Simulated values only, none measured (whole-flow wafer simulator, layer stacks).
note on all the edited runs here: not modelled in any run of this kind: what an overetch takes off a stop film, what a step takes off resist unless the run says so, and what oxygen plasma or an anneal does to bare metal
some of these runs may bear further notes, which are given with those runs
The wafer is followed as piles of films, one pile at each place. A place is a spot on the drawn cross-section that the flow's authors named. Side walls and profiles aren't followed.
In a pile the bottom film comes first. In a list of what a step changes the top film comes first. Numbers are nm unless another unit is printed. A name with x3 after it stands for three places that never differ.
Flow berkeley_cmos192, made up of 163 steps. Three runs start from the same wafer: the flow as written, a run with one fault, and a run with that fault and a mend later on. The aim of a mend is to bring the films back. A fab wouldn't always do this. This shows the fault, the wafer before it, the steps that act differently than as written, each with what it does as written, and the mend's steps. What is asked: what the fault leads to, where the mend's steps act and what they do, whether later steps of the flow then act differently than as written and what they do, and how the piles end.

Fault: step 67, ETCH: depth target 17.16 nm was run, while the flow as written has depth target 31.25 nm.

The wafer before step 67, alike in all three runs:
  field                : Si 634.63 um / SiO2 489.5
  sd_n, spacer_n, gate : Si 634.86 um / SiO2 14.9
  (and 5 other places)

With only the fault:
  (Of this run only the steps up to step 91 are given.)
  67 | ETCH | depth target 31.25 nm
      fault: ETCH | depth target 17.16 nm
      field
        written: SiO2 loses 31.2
        fault: SiO2 loses 17.2
  None of the later steps of the flow up to step 91 differs from how it acts as written, at any place that is followed, by more than 2% or 0.5 nm, whichever is larger.
  After step 91, at field, the piles differ from the flow's by more than 2% or 0.5 nm, whichever is larger.
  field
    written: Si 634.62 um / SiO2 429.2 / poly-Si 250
    fault: Si 634.62 um / SiO2 443.2 / poly-Si 250

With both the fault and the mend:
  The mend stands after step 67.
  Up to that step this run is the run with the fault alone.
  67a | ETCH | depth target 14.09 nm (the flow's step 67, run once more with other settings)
      field
        SiO2 loses 14.1
  None of the later steps of the flow differs from how it acts as written, at any place that is followed, by more than 2% or 0.5 nm, whichever is larger.
  The piles end the same as the flow's at every place that both follow.
